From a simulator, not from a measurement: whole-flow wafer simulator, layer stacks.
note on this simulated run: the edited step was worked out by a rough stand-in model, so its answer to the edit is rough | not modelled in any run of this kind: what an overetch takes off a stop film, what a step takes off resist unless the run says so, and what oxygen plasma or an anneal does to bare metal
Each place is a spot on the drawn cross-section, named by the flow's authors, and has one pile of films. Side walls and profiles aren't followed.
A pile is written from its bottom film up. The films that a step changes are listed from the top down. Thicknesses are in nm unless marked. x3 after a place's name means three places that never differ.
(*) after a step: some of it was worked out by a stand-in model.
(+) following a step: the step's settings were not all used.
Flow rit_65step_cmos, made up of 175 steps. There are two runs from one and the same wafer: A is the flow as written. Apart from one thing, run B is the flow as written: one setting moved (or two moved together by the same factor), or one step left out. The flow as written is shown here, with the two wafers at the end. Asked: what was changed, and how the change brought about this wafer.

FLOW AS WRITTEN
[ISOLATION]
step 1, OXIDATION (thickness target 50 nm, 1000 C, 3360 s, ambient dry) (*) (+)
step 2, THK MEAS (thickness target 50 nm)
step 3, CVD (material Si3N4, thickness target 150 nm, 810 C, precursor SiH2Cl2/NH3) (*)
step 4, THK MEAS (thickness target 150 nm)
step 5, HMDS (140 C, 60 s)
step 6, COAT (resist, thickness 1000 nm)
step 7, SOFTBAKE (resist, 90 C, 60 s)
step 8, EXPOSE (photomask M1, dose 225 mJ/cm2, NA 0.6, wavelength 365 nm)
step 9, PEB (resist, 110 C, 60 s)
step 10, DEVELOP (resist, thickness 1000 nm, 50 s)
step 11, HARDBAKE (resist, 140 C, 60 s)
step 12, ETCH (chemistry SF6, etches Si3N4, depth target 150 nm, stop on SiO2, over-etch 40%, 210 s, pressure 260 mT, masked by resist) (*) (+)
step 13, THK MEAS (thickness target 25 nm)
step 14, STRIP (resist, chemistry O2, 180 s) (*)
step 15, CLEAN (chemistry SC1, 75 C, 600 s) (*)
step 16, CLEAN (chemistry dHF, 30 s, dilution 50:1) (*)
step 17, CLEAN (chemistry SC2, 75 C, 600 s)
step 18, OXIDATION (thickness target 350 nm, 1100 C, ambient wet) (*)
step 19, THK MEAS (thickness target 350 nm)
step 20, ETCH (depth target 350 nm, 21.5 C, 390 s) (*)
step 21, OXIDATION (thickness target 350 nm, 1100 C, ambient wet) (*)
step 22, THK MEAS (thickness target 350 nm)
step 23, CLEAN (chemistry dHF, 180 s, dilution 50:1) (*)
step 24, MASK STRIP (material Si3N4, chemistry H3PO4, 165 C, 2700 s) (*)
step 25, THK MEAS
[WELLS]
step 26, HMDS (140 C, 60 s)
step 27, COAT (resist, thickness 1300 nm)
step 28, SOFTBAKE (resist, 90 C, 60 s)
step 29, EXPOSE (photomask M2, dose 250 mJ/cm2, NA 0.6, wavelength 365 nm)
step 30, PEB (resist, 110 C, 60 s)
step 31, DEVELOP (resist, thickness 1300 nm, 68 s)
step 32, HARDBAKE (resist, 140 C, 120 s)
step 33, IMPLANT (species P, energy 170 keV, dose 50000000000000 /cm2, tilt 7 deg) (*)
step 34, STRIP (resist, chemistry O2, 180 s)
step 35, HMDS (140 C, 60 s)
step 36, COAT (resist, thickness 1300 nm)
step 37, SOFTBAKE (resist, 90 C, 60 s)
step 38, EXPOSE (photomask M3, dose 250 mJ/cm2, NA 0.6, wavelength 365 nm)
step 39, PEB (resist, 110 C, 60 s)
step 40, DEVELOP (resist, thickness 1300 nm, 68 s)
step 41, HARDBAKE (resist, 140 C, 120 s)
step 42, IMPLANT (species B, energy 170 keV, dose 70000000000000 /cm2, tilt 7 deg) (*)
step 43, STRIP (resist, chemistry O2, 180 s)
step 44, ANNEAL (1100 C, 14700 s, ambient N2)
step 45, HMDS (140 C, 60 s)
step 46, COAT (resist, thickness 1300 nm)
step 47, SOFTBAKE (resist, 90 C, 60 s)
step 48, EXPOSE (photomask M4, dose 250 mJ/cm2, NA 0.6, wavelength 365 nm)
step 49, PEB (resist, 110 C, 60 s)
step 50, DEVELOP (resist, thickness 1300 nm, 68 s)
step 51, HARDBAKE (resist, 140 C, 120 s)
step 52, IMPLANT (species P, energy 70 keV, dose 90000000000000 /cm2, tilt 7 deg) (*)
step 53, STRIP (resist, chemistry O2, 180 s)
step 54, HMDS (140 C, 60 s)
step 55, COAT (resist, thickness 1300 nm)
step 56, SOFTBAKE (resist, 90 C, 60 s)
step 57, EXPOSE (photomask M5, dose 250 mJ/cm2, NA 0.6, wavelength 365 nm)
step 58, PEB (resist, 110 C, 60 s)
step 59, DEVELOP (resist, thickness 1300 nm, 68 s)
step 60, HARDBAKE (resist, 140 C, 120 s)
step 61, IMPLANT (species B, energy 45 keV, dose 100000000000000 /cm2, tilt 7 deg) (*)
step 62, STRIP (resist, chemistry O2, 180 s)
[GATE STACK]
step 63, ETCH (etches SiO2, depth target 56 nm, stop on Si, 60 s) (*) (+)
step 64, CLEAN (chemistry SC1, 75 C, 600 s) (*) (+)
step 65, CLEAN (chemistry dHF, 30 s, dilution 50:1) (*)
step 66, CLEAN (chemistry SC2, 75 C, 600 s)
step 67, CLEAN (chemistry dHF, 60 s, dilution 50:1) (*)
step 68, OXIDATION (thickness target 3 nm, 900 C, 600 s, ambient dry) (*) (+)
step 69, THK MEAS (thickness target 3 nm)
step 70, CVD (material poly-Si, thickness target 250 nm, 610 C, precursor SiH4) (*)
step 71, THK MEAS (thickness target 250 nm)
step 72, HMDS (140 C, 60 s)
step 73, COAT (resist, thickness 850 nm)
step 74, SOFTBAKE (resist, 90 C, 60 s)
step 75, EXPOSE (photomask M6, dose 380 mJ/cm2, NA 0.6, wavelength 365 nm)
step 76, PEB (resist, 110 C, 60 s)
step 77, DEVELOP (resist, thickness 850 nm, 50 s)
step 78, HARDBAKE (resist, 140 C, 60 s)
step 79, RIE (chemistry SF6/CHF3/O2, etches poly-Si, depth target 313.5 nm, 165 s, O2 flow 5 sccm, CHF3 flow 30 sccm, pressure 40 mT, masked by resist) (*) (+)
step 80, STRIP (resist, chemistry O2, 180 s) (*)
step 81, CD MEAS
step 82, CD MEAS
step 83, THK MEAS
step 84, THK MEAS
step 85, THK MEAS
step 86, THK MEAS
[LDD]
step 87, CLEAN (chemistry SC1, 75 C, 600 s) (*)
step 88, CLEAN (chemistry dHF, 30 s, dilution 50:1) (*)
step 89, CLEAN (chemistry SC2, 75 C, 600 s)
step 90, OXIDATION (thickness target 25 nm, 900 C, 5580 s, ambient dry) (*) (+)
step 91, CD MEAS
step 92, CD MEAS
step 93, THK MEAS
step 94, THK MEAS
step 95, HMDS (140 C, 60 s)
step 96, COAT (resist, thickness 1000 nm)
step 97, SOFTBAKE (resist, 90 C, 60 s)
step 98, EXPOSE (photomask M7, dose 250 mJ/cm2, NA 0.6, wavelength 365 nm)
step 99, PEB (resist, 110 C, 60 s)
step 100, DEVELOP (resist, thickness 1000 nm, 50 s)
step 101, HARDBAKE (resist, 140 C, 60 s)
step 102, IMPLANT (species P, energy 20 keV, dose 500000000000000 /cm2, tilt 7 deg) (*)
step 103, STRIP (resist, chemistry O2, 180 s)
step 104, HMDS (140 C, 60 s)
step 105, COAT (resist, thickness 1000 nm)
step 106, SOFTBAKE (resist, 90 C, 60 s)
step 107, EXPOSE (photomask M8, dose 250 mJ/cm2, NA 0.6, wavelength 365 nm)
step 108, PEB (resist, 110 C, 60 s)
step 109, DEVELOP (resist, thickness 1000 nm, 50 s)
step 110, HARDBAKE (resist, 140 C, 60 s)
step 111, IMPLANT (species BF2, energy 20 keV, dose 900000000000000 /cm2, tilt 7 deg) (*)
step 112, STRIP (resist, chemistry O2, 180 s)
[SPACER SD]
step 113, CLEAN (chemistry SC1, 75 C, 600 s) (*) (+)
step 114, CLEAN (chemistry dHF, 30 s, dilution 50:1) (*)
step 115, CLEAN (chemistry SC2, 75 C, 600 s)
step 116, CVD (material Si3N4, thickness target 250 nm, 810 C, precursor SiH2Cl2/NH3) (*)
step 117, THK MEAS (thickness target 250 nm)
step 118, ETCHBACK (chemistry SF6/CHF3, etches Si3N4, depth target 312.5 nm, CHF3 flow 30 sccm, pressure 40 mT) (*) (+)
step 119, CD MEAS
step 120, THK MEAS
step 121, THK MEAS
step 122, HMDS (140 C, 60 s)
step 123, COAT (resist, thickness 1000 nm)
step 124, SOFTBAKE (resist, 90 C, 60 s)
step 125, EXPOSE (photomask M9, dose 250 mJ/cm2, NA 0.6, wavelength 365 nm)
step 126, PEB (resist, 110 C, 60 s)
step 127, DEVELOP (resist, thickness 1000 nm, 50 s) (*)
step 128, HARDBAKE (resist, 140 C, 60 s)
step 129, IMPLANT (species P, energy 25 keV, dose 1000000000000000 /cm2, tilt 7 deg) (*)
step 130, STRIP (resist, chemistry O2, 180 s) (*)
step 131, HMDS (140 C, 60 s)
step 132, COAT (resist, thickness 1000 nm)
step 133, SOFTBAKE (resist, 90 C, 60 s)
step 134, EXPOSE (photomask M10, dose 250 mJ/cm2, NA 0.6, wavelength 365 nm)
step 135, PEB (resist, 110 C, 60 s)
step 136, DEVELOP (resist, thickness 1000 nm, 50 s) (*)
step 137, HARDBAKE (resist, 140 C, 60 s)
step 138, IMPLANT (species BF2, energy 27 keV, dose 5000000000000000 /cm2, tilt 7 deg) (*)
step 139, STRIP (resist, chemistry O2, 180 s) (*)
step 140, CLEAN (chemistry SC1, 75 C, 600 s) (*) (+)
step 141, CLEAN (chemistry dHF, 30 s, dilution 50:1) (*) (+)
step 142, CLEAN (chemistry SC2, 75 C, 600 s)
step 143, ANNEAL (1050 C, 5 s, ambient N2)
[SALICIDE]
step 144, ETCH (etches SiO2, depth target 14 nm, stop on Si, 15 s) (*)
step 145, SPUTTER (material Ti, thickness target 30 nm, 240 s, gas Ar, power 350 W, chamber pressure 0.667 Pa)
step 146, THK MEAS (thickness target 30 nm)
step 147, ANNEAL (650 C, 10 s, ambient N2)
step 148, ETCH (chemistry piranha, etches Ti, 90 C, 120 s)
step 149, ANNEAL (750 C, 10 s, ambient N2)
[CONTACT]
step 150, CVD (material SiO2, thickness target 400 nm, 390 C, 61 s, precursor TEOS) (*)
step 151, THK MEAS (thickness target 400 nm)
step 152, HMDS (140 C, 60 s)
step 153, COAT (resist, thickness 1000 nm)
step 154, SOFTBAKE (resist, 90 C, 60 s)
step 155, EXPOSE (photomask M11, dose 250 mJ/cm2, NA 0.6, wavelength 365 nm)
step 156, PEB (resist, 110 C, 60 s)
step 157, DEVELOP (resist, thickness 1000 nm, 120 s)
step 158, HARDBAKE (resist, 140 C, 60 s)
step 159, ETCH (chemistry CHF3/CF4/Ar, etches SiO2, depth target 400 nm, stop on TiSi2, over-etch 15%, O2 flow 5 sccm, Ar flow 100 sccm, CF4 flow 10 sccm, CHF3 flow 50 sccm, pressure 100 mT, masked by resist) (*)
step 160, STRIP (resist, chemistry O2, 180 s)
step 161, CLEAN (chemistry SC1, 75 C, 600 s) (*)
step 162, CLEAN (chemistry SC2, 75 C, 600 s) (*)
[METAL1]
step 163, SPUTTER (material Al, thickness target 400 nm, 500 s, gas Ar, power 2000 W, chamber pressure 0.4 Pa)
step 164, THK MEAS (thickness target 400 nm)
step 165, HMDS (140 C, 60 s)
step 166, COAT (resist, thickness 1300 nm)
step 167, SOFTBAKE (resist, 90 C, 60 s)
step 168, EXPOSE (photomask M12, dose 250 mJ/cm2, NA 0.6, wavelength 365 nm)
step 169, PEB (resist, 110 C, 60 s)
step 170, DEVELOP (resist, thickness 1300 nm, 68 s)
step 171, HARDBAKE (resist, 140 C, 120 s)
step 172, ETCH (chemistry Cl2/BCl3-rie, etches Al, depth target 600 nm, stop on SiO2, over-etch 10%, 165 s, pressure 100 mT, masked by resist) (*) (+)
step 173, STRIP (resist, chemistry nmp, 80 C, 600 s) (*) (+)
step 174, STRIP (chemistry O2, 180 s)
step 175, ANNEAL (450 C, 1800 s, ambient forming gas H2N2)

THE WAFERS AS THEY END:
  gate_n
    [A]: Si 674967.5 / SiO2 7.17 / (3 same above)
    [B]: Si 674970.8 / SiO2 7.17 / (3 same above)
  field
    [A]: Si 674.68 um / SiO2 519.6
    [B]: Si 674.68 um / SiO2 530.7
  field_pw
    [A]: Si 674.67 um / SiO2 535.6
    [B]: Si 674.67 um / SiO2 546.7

What caused this: step 63, ETCH: 48 s was run, while the flow as written has 60 s.

How this came from the change, step by step:
  step 63, ETCH (etches SiO2, depth target 56 nm, stop on Si, 60 s) (*) (+)
      active_n, active_p, gate_n and 7 more: A -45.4 SiO2 (all of it), -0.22 Si | B -44.8 SiO2
      field, field_pw, field_nw, field_p: A -56 SiO2 | B -44.8 SiO2
  step 64, CLEAN (chemistry SC1, 75 C, 600 s) (*) (+)
      gate_n, gate_p, spacer, spacer_p, sd_n, sd_p, contact, m1: A +0.6 chemical SiO2 (new film), -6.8 Si | B +0.6 chemical SiO2 (new film), -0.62 SiO2 (all of it), -3.66 Si
      active_n, active_p: A +0.6 chemical SiO2 (new film), -6.8 Si | B +0.6 chemical SiO2 (new film), -0.59 SiO2 (all of it), -3.73 Si
